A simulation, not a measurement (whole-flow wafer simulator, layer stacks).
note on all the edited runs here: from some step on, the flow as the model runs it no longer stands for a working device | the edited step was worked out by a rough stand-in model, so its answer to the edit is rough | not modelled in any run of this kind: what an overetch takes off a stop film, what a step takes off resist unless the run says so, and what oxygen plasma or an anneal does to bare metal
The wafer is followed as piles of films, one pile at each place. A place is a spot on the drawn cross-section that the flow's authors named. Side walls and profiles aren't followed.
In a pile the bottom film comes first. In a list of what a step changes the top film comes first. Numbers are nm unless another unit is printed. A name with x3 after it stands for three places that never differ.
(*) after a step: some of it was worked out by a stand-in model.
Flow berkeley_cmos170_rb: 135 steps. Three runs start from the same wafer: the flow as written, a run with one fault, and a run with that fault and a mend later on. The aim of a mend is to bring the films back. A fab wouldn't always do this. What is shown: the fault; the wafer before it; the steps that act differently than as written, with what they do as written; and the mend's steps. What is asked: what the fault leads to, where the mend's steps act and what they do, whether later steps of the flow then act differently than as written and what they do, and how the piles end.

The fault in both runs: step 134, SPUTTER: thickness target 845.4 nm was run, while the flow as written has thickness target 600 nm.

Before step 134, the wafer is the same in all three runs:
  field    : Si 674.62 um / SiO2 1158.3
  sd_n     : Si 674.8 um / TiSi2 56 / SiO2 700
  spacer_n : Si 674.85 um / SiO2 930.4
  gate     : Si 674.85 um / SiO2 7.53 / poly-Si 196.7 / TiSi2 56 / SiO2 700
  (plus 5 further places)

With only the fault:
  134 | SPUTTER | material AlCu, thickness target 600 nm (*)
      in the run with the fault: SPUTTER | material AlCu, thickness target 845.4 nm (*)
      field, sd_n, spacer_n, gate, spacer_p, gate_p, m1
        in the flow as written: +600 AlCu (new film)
        in the run with the fault: +845.4 AlCu (new film)
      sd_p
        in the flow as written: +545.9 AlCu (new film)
        in the run with the fault: +782 AlCu (new film)
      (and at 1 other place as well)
  None of the later steps of the flow acts differently than as written at any place that is followed.
  By the end, the piles at field, sd_n, spacer_n and 6 more depart from the flow's by more than 2% or 0.5 nm, whichever is larger.
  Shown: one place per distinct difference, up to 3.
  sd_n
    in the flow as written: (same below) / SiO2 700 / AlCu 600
    in the run with the fault: (same below) / SiO2 700 / AlCu 845.4
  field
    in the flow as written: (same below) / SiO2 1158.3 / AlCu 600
    in the run with the fault: (same below) / SiO2 1158.3 / AlCu 845.4
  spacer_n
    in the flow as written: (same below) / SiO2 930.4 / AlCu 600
    in the run with the fault: (same below) / SiO2 930.4 / AlCu 845.4

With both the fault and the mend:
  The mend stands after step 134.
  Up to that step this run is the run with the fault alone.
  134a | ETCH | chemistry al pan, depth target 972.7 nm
      field, sd_n, spacer_n, gate, spacer_p, gate_p, m1
        -845.4 AlCu (all of it)
      sd_p
        -782 AlCu (all of it)
      contact
        -573.3 AlCu (all of it)
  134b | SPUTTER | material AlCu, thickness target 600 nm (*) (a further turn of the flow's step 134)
      field, sd_n, spacer_n, gate, spacer_p, gate_p, m1
        +600 AlCu (new film)
      sd_p
        +545.9 AlCu (new film)
      contact
        +415.1 AlCu (new film)
  None of the later steps of the flow acts differently than as written at any place that is followed.
  By the end, the piles equal the flow's at every place that both follow.
